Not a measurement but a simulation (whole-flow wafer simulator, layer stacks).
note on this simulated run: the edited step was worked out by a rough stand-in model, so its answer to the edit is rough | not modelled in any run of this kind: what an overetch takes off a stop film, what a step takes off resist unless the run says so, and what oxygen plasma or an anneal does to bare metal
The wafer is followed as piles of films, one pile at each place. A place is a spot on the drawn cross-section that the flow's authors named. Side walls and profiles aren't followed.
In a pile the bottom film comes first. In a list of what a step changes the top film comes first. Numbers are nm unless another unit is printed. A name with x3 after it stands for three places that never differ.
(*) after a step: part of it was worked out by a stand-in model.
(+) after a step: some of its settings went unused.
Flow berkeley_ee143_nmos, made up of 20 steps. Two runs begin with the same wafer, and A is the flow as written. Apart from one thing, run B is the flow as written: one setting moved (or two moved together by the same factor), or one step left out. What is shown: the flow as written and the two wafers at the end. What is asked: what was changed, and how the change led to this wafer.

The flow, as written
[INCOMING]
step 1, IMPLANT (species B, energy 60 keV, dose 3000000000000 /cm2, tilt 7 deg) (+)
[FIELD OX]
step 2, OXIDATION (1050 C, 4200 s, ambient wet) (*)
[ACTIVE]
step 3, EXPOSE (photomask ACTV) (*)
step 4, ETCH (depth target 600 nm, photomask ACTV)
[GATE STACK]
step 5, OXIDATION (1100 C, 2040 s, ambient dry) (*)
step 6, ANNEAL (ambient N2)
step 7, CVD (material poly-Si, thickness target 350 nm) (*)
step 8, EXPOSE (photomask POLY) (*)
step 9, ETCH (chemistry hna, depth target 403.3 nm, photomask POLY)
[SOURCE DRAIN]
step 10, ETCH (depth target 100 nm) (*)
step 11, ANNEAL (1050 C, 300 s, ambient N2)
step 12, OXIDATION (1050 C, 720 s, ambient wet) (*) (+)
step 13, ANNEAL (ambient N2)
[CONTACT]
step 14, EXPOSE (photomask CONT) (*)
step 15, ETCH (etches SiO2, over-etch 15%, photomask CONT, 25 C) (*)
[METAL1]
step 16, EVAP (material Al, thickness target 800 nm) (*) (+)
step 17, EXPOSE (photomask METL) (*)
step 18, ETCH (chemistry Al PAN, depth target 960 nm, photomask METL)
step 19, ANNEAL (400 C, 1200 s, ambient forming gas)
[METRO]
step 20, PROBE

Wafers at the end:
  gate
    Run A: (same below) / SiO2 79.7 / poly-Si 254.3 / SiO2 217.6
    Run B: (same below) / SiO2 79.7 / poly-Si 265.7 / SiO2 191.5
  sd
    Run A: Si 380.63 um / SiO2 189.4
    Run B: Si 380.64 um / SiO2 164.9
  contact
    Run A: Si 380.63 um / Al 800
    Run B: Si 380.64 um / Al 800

Cause: step 12, OXIDATION: 594 s was run, though the flow has 720 s.

The path from the change to this, step by step:
  step 12, OXIDATION (1050 C, 720 s, ambient wet) (*) (+)
      sd, contact: A +189.4 SiO2 (new film), -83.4 Si | B +164.9 SiO2 (new film), -72.5 Si
      gate: A +217.6 SiO2 (new film), -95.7 poly-Si | B +191.5 SiO2 (new film), -84.3 poly-Si
      (also at 1 further place)
  step 15, ETCH (etches SiO2, over-etch 15%, photomask CONT, 25 C) (*)
      contact: A -189.4 SiO2 (all of it) | B -164.9 SiO2 (all of it)
